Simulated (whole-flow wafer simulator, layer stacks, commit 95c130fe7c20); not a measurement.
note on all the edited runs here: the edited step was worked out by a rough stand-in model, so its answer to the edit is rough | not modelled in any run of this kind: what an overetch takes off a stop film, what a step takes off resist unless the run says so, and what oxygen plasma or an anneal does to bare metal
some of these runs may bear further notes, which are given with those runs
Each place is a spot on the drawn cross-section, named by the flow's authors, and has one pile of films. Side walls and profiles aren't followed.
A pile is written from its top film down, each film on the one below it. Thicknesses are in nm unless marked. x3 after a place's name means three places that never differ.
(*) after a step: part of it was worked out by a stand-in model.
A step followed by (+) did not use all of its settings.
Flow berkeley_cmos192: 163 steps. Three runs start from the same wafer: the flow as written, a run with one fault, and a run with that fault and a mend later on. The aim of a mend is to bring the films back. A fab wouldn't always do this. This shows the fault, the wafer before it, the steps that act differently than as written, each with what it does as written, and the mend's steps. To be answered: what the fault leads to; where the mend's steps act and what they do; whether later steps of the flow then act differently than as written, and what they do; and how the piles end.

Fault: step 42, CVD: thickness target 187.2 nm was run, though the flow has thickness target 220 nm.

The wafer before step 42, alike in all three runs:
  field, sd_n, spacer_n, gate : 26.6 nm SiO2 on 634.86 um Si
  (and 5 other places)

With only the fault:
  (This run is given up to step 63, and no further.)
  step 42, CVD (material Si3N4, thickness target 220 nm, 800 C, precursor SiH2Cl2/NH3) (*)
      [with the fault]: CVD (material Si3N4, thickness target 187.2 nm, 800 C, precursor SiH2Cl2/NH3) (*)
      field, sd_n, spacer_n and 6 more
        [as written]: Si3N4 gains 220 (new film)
        [with the fault]: Si3N4 gains 187.2 (new film)
  Steps further on in the flow that do not act as written (not shown: 2 more steps that differ only slightly, by at most 2% or 0.5 nm, whichever is larger):
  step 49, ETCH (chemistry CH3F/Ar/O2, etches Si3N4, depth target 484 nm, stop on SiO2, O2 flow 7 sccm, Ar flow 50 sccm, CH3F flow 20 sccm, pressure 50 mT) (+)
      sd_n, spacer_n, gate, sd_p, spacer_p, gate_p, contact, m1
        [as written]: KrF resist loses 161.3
        [with the fault]: KrF resist loses 139.5
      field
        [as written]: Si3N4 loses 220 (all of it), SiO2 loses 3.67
        [with the fault]: Si3N4 loses 187.2 (all of it), SiO2 loses 3.67
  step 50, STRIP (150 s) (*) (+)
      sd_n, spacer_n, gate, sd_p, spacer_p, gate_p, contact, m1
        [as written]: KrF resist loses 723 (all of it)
        [with the fault]: KrF resist loses 744.9 (all of it)
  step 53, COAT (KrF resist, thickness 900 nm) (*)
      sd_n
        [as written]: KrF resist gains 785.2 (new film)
        [with the fault]: KrF resist gains 801.9 (new film)
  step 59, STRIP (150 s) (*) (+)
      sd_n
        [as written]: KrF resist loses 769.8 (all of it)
        [with the fault]: KrF resist loses 786.4 (all of it)
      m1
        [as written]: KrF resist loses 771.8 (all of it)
        [with the fault]: KrF resist loses 787.7 (all of it)
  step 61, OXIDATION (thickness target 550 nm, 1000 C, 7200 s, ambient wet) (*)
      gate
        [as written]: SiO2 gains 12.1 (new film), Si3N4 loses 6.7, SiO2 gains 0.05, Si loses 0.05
        [with the fault]: SiO2 gains 12.1 (new film), Si3N4 loses 6.7
  Once step 63 is done, the piles at sd_n, spacer_n, gate, sd_p, spacer_p, gate_p, contact, m1 depart from the flow's by more than 2% or 0.5 nm, whichever is larger.
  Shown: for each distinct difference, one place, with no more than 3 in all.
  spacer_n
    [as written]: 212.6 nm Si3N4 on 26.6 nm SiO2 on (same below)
    [with the fault]: 179.8 nm Si3N4 on 26.6 nm SiO2 on (same below)
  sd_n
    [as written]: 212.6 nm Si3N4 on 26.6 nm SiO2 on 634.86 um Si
    [with the fault]: 179.8 nm Si3N4 on 26.9 nm SiO2 on 634.86 um Si
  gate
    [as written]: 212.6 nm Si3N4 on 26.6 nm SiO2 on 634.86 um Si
    [with the fault]: 179.8 nm Si3N4 on 26.6 nm SiO2 on 634.86 um Si

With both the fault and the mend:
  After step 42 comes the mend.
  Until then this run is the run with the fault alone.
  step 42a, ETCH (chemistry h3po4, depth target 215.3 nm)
      field, sd_n, spacer_n and 6 more
        Si3N4 loses 187.2 (all of it)
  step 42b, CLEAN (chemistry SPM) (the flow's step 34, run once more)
      does not change any film at any place that is followed
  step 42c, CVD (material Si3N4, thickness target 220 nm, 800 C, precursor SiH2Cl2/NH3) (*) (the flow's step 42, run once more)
      field, sd_n, spacer_n and 6 more
        Si3N4 gains 220 (new film)
  Later steps of the flow that are run all act as written at every place that is followed.
  By the end, the piles equal the flow's at every place that both follow.
